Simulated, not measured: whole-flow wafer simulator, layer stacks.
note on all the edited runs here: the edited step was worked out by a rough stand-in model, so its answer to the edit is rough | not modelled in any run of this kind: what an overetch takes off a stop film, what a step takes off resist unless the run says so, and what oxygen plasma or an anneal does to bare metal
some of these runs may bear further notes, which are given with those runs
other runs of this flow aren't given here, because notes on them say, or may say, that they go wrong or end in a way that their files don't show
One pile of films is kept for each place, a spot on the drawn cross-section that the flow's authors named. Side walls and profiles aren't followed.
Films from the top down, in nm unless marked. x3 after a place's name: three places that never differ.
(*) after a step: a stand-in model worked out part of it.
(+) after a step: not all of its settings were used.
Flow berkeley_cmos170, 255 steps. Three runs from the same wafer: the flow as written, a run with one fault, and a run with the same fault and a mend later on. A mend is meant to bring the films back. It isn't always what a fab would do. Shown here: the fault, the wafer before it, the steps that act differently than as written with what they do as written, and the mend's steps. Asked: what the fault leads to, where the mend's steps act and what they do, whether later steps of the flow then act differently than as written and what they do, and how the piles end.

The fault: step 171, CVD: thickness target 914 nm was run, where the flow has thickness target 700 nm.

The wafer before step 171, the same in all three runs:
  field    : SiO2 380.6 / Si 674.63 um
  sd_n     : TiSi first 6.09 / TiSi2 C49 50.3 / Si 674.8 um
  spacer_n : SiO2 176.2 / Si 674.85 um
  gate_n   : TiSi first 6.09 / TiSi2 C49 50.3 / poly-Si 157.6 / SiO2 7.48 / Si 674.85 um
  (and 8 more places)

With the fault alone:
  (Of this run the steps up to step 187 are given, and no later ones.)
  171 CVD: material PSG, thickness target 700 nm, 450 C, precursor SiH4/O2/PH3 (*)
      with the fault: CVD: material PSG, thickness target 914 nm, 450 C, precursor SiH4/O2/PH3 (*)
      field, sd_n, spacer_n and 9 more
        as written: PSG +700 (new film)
        with the fault: PSG +914 (new film)
  Later steps of the flow that act differently than as written (5 more steps differ only slightly, by at most 2% or 0.5 nm, whichever is larger, and aren't shown):
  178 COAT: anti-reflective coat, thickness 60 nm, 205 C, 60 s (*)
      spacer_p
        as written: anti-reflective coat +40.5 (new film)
        with the fault: anti-reflective coat +41.4 (new film)
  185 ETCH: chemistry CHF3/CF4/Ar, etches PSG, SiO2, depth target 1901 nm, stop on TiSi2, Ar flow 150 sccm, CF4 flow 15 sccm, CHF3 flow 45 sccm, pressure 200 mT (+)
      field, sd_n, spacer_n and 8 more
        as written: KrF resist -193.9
        with the fault: KrF resist -247.4
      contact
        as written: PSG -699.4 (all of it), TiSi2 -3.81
        with the fault: PSG -913.4 (all of it), TiSi2 -3.81
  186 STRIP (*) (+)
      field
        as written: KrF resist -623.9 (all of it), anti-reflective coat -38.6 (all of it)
        with the fault: KrF resist -569.8 (all of it), anti-reflective coat -38.9 (all of it)
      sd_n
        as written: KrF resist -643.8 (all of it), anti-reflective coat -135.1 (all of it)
        with the fault: KrF resist -588.4 (all of it), anti-reflective coat -136.8 (all of it)
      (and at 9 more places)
  After step 187 the piles differ from the flow's by more than 2% or 0.5 nm, whichever is larger, at field, sd_n, spacer_n and 8 more.
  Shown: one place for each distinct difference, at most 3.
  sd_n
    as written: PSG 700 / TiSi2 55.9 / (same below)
    with the fault: PSG 914 / TiSi2 55.9 / (same below)
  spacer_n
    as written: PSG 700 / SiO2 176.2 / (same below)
    with the fault: PSG 914 / SiO2 176.2 / (same below)
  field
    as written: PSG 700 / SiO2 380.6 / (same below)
    with the fault: PSG 914 / SiO2 380.6 / (same below)

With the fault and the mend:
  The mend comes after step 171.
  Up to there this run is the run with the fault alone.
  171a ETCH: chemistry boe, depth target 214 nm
      field, sd_n, spacer_n and 9 more
        PSG -214
  No later step of the flow acts differently than as written, at any place that is followed, by more than 2% or 0.5 nm, whichever is larger.
  At the end the piles differ from the flow's only slightly at the places that both follow, by at most 2% or 0.5 nm, whichever is larger.
